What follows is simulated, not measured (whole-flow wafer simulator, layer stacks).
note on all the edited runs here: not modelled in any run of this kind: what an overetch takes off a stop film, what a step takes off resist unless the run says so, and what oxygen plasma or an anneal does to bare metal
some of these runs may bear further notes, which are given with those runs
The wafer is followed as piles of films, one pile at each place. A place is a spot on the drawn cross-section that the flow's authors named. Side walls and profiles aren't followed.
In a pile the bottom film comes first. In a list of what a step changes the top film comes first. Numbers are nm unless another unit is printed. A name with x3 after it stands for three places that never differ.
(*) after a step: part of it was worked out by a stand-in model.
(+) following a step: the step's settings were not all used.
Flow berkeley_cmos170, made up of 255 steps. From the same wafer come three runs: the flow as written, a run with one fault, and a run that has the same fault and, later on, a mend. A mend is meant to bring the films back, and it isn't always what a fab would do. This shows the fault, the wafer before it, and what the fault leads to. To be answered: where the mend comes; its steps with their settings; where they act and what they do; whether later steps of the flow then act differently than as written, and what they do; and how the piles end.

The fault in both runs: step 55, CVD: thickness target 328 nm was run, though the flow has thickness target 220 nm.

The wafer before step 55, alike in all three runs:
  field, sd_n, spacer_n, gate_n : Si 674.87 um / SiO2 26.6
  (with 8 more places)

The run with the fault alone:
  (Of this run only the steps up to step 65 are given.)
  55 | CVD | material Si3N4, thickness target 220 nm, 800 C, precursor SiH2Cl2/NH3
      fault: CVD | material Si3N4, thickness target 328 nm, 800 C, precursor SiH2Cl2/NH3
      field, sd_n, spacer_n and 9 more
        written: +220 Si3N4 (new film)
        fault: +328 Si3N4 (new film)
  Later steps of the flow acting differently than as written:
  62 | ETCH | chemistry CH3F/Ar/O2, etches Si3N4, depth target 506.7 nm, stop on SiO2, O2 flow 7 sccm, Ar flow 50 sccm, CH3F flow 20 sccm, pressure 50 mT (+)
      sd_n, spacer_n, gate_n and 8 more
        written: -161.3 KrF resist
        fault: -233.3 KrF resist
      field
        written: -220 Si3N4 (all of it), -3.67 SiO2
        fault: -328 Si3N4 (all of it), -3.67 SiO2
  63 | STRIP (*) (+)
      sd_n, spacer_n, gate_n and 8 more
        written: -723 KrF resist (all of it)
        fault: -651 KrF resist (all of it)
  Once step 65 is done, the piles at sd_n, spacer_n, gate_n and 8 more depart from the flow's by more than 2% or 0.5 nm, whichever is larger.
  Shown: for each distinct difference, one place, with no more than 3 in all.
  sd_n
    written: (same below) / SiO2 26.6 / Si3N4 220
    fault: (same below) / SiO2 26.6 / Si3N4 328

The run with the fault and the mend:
  After step 55 comes the mend.
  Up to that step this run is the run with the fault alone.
  55a | ETCH | chemistry h3po4, depth target 108 nm
      field, sd_n, spacer_n and 9 more
        -108 Si3N4
  Every later step of the flow that is run acts as written at every place that is followed.
  The piles end the same as the flow's at every place that both follow.
